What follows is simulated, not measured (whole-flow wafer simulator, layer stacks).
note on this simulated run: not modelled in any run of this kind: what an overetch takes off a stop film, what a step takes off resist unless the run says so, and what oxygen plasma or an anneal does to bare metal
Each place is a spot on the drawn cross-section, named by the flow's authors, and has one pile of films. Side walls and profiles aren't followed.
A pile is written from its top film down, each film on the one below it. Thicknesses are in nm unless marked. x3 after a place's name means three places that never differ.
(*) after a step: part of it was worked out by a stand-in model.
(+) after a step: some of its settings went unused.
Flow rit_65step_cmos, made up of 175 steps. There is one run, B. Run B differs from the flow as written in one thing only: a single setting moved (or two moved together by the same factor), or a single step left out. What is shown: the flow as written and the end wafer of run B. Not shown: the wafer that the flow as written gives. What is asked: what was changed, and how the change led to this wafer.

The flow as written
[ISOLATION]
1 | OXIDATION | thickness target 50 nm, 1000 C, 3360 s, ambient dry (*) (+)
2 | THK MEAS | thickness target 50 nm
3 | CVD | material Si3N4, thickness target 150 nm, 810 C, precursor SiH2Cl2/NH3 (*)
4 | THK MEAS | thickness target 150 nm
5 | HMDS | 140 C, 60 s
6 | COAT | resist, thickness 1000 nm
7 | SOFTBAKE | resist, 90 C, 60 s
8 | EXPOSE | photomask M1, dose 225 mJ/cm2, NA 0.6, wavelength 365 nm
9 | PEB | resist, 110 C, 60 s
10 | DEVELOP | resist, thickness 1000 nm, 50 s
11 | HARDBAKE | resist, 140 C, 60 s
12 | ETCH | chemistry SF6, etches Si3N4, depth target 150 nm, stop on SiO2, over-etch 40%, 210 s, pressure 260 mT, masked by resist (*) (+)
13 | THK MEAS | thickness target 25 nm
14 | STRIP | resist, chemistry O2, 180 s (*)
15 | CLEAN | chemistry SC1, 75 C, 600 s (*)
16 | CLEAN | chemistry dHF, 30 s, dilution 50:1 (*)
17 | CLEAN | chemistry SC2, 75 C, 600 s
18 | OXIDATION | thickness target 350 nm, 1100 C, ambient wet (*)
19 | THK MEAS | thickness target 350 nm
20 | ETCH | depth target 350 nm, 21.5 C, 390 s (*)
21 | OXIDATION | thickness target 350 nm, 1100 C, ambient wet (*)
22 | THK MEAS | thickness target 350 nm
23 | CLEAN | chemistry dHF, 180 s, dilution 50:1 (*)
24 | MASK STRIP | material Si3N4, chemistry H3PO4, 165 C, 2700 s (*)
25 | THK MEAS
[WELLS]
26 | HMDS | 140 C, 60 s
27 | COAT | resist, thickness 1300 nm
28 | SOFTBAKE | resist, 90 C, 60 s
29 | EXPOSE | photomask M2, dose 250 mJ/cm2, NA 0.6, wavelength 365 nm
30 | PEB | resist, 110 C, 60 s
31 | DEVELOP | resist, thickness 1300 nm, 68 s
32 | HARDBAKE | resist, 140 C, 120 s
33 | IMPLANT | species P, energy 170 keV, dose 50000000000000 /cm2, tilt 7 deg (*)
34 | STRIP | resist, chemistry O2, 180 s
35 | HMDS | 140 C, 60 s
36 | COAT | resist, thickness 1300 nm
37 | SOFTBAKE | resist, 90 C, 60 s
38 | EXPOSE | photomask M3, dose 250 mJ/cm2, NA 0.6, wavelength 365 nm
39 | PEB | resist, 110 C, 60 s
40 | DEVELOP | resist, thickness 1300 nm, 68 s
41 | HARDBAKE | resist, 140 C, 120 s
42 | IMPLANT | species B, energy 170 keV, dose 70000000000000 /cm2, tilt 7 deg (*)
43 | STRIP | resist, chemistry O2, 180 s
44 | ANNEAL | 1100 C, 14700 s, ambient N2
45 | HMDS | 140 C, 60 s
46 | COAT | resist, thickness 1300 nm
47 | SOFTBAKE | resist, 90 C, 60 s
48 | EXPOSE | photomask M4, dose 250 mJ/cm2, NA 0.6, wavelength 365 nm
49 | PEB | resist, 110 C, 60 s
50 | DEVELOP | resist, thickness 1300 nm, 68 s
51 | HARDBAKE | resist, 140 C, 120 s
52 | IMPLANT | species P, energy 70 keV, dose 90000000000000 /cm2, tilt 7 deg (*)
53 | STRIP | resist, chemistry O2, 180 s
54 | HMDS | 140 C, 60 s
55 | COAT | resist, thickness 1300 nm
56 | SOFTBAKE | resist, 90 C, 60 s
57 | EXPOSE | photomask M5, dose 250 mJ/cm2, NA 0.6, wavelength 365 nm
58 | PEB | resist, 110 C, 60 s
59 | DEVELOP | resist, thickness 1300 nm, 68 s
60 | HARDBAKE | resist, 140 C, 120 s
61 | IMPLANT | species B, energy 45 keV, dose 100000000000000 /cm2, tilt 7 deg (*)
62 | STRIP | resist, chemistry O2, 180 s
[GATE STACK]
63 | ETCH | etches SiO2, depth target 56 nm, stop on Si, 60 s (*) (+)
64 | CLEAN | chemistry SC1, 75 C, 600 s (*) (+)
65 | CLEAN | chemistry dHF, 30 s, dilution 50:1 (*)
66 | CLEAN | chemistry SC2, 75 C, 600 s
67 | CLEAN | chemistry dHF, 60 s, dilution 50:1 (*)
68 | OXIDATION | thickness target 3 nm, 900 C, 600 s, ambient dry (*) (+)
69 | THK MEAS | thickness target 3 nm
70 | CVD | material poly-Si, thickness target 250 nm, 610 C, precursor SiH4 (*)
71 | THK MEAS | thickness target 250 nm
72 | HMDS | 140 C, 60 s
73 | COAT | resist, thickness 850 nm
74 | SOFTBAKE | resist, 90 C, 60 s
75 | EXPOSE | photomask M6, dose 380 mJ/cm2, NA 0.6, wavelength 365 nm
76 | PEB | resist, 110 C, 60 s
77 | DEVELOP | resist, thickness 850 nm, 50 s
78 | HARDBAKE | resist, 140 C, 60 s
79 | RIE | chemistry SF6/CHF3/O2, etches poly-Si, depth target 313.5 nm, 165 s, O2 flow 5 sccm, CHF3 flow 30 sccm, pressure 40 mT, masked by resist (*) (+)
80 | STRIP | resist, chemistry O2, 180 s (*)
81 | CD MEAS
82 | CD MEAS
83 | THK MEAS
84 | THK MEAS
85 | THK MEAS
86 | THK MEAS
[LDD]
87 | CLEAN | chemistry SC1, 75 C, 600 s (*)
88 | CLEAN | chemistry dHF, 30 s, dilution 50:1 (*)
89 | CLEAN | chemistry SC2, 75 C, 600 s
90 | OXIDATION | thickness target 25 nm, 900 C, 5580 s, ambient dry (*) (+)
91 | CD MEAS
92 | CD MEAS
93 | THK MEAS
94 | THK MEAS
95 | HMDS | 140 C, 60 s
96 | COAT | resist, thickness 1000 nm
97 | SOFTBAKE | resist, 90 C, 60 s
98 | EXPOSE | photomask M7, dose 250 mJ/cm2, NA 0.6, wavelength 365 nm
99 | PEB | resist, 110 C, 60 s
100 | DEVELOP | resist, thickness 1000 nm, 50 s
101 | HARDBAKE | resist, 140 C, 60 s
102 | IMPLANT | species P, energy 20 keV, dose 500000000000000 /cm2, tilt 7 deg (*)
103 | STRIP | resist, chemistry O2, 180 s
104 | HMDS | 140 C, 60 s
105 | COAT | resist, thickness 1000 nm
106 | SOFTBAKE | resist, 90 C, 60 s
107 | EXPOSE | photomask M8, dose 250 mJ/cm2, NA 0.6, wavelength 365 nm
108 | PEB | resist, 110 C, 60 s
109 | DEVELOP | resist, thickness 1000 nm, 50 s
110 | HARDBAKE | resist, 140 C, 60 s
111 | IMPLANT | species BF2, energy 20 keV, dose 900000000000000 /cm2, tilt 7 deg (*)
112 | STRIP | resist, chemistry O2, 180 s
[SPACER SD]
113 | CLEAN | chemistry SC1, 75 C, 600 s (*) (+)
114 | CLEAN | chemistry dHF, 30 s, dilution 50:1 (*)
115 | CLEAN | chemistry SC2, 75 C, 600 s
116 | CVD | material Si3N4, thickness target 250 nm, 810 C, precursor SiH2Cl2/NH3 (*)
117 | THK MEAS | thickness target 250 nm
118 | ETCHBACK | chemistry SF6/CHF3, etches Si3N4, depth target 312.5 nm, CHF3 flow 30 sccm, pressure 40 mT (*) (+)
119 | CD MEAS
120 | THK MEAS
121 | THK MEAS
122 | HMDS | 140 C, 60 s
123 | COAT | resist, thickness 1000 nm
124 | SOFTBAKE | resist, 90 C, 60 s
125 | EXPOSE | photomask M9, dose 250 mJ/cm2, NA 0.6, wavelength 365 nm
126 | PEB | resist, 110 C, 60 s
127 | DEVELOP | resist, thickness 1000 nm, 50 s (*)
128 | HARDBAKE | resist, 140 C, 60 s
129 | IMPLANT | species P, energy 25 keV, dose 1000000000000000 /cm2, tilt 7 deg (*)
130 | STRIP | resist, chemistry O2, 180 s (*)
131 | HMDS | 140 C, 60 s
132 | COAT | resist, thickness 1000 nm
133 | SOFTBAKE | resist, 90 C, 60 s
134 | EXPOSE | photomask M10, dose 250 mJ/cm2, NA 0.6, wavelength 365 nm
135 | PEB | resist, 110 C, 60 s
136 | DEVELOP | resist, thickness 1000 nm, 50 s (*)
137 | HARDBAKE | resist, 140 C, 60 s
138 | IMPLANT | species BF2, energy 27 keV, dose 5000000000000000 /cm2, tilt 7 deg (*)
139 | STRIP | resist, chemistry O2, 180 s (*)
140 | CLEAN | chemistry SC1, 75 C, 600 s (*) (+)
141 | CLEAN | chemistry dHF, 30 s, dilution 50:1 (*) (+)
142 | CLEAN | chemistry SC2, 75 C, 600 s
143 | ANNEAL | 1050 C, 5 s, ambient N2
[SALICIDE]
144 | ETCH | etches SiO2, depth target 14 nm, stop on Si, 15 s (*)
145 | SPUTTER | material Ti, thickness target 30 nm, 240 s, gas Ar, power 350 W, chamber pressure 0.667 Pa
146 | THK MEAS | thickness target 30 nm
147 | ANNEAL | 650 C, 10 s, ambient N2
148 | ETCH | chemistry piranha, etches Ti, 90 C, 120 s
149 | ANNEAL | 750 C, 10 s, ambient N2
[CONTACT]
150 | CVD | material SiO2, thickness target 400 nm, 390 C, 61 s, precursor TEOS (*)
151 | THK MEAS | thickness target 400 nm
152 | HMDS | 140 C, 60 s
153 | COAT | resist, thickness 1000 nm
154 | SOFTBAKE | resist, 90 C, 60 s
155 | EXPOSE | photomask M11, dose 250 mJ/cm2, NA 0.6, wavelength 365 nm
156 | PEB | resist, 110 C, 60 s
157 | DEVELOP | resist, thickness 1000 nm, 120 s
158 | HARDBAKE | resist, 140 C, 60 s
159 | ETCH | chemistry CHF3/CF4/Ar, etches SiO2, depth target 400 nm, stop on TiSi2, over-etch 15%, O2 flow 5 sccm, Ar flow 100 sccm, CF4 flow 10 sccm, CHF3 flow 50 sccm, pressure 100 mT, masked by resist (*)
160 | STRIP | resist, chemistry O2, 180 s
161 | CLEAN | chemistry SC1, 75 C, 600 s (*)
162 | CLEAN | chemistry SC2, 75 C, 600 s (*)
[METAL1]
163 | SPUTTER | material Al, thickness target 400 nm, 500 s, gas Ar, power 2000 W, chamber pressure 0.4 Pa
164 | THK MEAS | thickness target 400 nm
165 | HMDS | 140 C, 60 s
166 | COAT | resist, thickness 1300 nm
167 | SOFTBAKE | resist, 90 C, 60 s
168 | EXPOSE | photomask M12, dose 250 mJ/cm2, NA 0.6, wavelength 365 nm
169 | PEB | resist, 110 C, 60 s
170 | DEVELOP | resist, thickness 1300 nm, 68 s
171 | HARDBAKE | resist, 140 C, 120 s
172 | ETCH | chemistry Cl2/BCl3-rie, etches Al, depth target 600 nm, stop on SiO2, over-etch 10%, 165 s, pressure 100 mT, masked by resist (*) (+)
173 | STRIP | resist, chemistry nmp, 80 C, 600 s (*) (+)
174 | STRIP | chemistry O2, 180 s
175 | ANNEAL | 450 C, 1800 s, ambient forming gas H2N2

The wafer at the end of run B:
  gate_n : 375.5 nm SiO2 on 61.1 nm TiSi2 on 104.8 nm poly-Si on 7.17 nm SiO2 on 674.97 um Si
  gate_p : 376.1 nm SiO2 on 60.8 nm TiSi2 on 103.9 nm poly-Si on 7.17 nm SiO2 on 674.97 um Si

The reason: step 145, SPUTTER: thickness target 36 nm was run, though the flow has thickness target 30 nm.

The path from the change to this, step by step:
  145 | SPUTTER | material Ti, thickness target 30 nm, 240 s, gas Ar, power 350 W, chamber pressure 0.667 Pa
      field, field_pw, field_nw, field_p, spacer, spacer_p: +36 Ti (new film) (as written it would have been: +30 Ti (new film))
      gate_n: +32.8 Ti (new film) (as written it would have been: +27.3 Ti (new film))
      (and at 1 other place as well)
  147 | ANNEAL | 650 C, 10 s, ambient N2
      gate_n: -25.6 Ti, +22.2 TiSi first (new film), +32 TiSi2 C49 (new film), -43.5 poly-Si (as written it would have been: -21.3 Ti, +9.82 TiSi first (new film), +39.5 TiSi2 C49 (new film), -41.9 poly-Si)
      gate_p: -25.5 Ti, +21.8 TiSi first (new film), +32.3 TiSi2 C49 (new film), -43.5 poly-Si (as written it would have been: -21.2 Ti, +9.56 TiSi first (new film), +39.6 TiSi2 C49 (new film), -41.9 poly-Si)
  148 | ETCH | chemistry piranha, etches Ti, 90 C, 120 s
      field, field_pw, field_nw, field_p, spacer, spacer_p: -36 Ti (all of it) (as written it would have been: -30 Ti (all of it))
      gate_n: -7.21 Ti (all of it), -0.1 TiSi first (as written it would have been: -6 Ti (all of it), -0.1 TiSi first)
      (and at 1 other place as well)
  149 | ANNEAL | 750 C, 10 s, ambient N2
      gate_n: +61.1 TiSi2 (new film), -22.1 TiSi first (all of it), -32 TiSi2 C49 (all of it), -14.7 poly-Si (as written it would have been: +50.8 TiSi2 (new film), -9.72 TiSi first (all of it), -39.5 TiSi2 C49 (all of it), -6.48 poly-Si)
      gate_p: +60.8 TiSi2 (new film), -21.7 TiSi first (all of it), -32.3 TiSi2 C49 (all of it), -14.5 poly-Si (as written it would have been: +50.6 TiSi2 (new film), -9.46 TiSi first (all of it), -39.6 TiSi2 C49 (all of it), -6.31 poly-Si)
